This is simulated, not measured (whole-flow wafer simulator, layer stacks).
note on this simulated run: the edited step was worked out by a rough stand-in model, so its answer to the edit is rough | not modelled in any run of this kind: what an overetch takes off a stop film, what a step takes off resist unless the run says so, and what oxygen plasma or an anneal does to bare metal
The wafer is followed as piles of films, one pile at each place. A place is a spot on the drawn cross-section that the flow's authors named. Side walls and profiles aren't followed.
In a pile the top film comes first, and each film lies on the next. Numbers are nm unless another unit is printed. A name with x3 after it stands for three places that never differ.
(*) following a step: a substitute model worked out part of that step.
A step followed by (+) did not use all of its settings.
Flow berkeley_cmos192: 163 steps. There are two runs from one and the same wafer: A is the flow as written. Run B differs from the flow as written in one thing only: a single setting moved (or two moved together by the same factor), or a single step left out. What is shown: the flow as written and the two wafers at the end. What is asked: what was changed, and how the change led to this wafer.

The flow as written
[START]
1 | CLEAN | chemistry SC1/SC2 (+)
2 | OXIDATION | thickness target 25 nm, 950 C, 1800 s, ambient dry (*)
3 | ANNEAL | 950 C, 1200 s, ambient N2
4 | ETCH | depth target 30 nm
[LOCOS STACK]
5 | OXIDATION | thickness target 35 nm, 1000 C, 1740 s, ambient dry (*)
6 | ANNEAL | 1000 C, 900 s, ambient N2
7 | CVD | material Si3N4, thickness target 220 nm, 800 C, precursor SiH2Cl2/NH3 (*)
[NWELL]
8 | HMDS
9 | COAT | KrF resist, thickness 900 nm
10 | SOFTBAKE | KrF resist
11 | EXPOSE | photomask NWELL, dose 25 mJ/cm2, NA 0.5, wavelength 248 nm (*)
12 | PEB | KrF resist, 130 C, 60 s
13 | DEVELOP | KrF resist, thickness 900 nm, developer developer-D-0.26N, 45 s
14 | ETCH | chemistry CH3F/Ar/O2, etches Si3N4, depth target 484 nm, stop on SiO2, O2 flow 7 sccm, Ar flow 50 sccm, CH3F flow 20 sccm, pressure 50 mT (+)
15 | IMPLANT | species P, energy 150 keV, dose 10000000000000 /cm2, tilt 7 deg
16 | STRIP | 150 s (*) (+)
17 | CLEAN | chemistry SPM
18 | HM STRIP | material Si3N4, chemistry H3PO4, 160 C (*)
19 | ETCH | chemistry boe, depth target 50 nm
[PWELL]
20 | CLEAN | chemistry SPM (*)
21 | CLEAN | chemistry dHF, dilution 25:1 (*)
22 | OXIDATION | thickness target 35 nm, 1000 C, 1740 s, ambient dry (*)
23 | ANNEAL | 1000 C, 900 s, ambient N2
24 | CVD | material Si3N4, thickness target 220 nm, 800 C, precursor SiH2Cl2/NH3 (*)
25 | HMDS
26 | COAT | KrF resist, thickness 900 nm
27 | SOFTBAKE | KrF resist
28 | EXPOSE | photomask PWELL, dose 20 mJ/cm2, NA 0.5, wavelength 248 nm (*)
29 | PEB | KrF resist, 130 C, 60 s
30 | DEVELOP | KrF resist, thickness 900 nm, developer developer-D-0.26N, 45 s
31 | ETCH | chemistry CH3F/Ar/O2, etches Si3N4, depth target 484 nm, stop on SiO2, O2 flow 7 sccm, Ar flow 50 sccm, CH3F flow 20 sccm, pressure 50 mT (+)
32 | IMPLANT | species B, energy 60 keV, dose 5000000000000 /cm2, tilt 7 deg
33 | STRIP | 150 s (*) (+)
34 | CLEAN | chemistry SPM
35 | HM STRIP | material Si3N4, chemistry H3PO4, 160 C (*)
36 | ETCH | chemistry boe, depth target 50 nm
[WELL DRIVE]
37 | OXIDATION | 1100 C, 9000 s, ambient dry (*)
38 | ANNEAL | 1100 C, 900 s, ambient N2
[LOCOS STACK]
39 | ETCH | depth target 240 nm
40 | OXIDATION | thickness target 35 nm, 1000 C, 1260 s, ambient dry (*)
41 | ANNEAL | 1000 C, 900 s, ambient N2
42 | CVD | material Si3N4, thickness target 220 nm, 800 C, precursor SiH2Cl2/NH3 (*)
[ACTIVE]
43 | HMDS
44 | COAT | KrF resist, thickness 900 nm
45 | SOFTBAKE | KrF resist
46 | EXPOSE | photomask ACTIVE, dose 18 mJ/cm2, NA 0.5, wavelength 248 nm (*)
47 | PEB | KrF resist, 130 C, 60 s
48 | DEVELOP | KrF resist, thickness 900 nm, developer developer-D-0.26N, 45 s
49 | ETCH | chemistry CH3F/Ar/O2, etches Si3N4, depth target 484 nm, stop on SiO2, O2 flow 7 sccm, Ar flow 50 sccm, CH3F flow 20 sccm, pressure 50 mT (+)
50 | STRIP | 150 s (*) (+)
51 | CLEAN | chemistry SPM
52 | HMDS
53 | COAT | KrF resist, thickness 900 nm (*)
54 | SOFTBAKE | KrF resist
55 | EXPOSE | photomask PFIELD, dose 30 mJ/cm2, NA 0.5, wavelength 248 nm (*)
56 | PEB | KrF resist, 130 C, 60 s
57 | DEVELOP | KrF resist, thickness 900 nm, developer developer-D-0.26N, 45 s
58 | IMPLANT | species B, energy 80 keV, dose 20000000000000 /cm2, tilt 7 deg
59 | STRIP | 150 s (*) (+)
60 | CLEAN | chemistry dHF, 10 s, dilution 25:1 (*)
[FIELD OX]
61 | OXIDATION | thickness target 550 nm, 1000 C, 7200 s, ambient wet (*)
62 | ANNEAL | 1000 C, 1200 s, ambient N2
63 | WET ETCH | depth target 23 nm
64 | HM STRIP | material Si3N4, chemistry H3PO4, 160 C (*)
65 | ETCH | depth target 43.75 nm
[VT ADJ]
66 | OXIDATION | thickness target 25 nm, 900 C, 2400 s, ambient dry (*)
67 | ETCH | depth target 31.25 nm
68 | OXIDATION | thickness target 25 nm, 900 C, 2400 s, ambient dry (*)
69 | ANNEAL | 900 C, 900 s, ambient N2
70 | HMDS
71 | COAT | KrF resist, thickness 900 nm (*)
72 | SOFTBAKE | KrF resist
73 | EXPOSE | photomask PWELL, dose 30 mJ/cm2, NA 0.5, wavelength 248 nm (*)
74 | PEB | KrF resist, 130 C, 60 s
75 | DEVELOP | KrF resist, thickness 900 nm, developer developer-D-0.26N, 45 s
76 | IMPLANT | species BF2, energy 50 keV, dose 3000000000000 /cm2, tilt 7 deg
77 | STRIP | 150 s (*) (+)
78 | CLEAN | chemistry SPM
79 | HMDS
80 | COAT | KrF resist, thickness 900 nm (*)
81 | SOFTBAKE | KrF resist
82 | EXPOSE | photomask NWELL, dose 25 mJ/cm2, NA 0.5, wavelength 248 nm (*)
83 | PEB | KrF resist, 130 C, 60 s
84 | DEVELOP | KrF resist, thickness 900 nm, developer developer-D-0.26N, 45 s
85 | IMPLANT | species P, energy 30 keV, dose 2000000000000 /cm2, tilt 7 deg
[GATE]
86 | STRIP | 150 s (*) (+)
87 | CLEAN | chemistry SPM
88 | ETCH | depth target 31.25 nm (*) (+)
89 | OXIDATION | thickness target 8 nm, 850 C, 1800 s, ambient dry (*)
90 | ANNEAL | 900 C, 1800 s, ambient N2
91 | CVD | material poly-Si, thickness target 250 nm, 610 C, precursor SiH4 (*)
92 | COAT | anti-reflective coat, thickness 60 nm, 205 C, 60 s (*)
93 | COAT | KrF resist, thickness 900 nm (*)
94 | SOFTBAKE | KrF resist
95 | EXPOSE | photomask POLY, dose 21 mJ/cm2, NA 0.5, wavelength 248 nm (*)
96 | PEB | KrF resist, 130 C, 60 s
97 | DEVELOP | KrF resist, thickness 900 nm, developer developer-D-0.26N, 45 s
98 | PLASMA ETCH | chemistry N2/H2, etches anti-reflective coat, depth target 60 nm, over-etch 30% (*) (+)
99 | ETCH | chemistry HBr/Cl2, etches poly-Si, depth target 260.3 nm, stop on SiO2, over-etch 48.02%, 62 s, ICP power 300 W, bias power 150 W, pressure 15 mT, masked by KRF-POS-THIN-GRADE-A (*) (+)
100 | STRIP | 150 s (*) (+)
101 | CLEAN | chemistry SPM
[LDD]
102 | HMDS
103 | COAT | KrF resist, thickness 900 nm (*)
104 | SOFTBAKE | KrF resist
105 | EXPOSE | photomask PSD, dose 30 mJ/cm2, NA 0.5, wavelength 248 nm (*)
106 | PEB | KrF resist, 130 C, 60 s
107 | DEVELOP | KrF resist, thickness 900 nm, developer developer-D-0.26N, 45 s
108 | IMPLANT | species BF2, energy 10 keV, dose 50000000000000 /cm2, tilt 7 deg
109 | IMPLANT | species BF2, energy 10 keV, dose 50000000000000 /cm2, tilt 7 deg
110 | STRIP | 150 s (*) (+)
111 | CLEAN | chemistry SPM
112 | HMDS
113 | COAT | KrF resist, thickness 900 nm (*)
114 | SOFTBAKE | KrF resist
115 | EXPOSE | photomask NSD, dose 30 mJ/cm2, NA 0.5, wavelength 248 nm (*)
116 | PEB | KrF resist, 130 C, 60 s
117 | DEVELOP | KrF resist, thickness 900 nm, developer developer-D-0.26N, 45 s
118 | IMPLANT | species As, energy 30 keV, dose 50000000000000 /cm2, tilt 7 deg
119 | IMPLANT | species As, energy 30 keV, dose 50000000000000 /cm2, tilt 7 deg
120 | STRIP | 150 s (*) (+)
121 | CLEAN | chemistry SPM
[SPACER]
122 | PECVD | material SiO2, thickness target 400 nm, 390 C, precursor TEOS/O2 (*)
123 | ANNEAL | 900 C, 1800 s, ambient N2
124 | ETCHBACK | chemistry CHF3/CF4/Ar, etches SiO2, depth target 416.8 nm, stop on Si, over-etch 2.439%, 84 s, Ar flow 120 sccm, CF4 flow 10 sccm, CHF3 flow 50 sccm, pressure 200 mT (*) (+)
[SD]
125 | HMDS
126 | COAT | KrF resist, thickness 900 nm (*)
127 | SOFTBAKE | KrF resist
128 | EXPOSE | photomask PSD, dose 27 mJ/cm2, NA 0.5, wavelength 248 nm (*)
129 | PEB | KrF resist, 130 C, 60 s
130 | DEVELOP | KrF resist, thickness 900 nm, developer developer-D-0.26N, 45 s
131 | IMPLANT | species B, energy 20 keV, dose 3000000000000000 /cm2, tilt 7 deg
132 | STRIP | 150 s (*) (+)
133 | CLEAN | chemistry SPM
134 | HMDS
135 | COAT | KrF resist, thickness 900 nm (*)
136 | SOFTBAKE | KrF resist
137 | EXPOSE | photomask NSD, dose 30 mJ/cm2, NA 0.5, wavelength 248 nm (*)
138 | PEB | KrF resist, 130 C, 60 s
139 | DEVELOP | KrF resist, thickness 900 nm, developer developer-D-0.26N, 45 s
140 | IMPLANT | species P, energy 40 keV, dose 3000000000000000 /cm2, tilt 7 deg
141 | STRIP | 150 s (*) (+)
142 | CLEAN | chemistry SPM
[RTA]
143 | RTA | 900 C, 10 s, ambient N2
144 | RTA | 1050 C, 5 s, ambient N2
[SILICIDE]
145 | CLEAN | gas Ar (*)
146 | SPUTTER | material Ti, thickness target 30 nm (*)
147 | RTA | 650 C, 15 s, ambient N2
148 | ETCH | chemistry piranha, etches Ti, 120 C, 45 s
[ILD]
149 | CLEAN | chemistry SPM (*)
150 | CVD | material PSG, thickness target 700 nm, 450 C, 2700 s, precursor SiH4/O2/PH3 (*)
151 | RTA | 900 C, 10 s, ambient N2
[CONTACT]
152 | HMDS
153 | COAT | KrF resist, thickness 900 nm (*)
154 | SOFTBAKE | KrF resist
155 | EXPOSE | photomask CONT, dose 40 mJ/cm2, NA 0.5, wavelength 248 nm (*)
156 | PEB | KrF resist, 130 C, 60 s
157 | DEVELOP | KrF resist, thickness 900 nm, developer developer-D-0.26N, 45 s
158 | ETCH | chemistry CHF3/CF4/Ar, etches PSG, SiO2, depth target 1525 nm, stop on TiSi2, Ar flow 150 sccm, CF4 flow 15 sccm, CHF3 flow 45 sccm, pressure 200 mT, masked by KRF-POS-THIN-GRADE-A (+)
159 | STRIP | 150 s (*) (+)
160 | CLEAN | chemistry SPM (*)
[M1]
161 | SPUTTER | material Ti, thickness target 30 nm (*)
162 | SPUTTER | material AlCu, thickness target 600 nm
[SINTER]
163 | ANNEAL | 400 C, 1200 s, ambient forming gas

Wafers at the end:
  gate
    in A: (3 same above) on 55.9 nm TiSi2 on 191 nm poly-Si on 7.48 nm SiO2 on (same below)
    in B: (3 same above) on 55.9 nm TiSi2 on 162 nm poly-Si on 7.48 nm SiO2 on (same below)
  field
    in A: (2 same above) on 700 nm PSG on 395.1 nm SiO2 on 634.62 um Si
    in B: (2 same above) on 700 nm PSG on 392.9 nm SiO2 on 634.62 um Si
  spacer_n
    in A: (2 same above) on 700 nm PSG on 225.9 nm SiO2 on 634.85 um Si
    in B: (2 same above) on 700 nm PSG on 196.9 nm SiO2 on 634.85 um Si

The reason: step 91, CVD: thickness target 221 nm was run, whereas the flow has thickness target 250 nm.

How this came from the change, step by step:
  91 | CVD | material poly-Si, thickness target 250 nm, 610 C, precursor SiH4 (*)
      field, sd_n, spacer_n and 6 more: A +250 poly-Si (new film) | B +221 poly-Si (new film)
  99 | ETCH | chemistry HBr/Cl2, etches poly-Si, depth target 260.3 nm, stop on SiO2, over-etch 48.02%, 62 s, ICP power 300 W, bias power 150 W, pressure 15 mT, masked by KRF-POS-THIN-GRADE-A (*) (+)
      field, spacer_n, spacer_p: A -245.8 poly-Si (all of it), -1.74 SiO2 | B -216.8 poly-Si (all of it), -3.97 SiO2
      sd_n: A -248.8 poly-Si (all of it), -1.51 SiO2 | B -219.8 poly-Si (all of it), -3.74 SiO2
      (and at 3 other places as well)
  103 | COAT | KrF resist, thickness 900 nm (*)
      gate: A +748 KrF resist (new film) | B +771.9 KrF resist (new film)
      gate_p: A +744.1 KrF resist (new film) | B +767.9 KrF resist (new film)
  107 | DEVELOP | KrF resist, thickness 900 nm, developer developer-D-0.26N, 45 s
      gate_p: A -742.9 KrF resist (all of it) | B -766.7 KrF resist (all of it)
  110 | STRIP | 150 s (*) (+)
      gate: A -732.7 KrF resist (all of it), +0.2 chemical SiO2, -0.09 poly-Si | B -756.5 KrF resist (all of it), +0.2 chemical SiO2, -0.09 poly-Si
  113 | COAT | KrF resist, thickness 900 nm (*)
      gate: A +747.9 KrF resist (new film) | B +771.1 KrF resist (new film)
      gate_p: A +743.9 KrF resist (new film) | B +767.1 KrF resist (new film)
  117 | DEVELOP | KrF resist, thickness 900 nm, developer developer-D-0.26N, 45 s
      gate: A -746.8 KrF resist (all of it) | B -769.9 KrF resist (all of it)
  120 | STRIP | 150 s (*) (+)
      gate_p: A -728.6 KrF resist (all of it), +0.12 chemical SiO2, -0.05 poly-Si | B -751.7 KrF resist (all of it), +0.12 chemical SiO2, -0.05 poly-Si
  124 | ETCHBACK | chemistry CHF3/CF4/Ar, etches SiO2, depth target 416.8 nm, stop on Si, over-etch 2.439%, 84 s, Ar flow 120 sccm, CF4 flow 10 sccm, CHF3 flow 50 sccm, pressure 200 mT (*) (+)
      spacer_n: A -160 SiO2 | B -186.7 SiO2
      spacer_p: A -159.9 SiO2 | B -186.7 SiO2
  126 | COAT | KrF resist, thickness 900 nm (*)
      spacer_n: A +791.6 KrF resist (new film) | B +812.5 KrF resist (new film)
      gate: A +771.5 KrF resist (new film) | B +791.9 KrF resist (new film)
      (and at 2 other places as well)
  130 | DEVELOP | KrF resist, thickness 900 nm, developer developer-D-0.26N, 45 s
      spacer_p: A -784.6 KrF resist (all of it) | B -805.5 KrF resist (all of it)
      gate_p: A -764.3 KrF resist (all of it) | B -784.8 KrF resist (all of it)
  132 | STRIP | 150 s (*) (+)
      spacer_n: A -776.1 KrF resist (all of it) | B -797 KrF resist (all of it)
      gate: A +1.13 chemical SiO2 (new film), -756.1 KrF resist (all of it), -0.5 poly-Si | B +1.13 chemical SiO2 (new film), -776.5 KrF resist (all of it), -0.5 poly-Si
  135 | COAT | KrF resist, thickness 900 nm (*)
      spacer_n: A +791.1 KrF resist (new film) | B +812.1 KrF resist (new film)
      gate: A +770.3 KrF resist (new film) | B +790.8 KrF resist (new film)
      (and at 2 other places as well)
  139 | DEVELOP | KrF resist, thickness 900 nm, developer developer-D-0.26N, 45 s
      spacer_n: A -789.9 KrF resist (all of it) | B -810.8 KrF resist (all of it)
      gate: A -769.1 KrF resist (all of it) | B -789.6 KrF resist (all of it)
  141 | STRIP | 150 s (*) (+)
      spacer_p: A -770.2 KrF resist (all of it) | B -791.1 KrF resist (all of it)
      gate_p: A -749.1 KrF resist (all of it), +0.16 chemical SiO2 | B -769.5 KrF resist (all of it), +0.16 chemical SiO2
  159 | STRIP | 150 s (*) (+)
      spacer_n: A -620.3 KrF resist (all of it) | B -635.5 KrF resist (all of it)
      gate: A -600.1 KrF resist (all of it) | B -613.7 KrF resist (all of it)
      (and at 2 other places as well)
